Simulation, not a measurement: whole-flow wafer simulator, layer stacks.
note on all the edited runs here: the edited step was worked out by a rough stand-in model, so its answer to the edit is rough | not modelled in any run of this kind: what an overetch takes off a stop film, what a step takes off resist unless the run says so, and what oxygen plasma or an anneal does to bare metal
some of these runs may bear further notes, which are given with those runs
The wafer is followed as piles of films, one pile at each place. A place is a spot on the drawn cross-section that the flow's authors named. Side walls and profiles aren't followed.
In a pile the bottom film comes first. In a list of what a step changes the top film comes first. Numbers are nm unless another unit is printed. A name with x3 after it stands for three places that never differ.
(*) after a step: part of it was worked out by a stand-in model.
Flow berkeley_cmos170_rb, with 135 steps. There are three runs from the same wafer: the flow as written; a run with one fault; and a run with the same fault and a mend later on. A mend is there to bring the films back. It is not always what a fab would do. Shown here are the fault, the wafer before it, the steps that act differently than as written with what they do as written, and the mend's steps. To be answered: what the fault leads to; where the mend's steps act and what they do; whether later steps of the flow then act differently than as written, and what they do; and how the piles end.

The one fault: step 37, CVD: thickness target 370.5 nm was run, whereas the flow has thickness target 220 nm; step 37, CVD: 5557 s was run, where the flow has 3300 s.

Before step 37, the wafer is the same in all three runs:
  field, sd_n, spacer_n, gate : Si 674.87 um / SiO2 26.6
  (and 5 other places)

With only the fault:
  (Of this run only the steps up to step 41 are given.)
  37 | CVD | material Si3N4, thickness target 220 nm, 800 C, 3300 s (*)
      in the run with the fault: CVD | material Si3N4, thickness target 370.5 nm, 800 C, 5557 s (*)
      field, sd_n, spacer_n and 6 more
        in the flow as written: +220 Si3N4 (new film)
        in the run with the fault: +370.5 Si3N4 (new film)
  Later steps of the flow up to step 41 that are run all act as written at every place that is followed.
  Once step 41 is done, the piles at field, sd_n, spacer_n and 6 more depart from the flow's by more than 2% or 0.5 nm, whichever is larger.
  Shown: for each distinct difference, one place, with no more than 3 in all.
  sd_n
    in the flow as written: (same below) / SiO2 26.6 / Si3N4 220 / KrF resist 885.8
    in the run with the fault: (same below) / SiO2 26.6 / Si3N4 370.5 / KrF resist 885.8
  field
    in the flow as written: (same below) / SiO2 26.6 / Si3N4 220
    in the run with the fault: (same below) / SiO2 26.6 / Si3N4 370.5

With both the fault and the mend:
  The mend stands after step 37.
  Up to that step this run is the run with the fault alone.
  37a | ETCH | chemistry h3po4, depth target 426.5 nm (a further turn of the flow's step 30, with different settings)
      field, sd_n, spacer_n and 6 more
        -370.5 Si3N4 (all of it)
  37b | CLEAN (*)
      alters no film at any place that is followed
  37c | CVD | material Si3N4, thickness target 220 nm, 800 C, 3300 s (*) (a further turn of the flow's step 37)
      field, sd_n, spacer_n and 6 more
        +220 Si3N4 (new film)
  Later steps of the flow that are run all act as written at every place that is followed.
  By the end, the piles equal the flow's at every place that both follow.
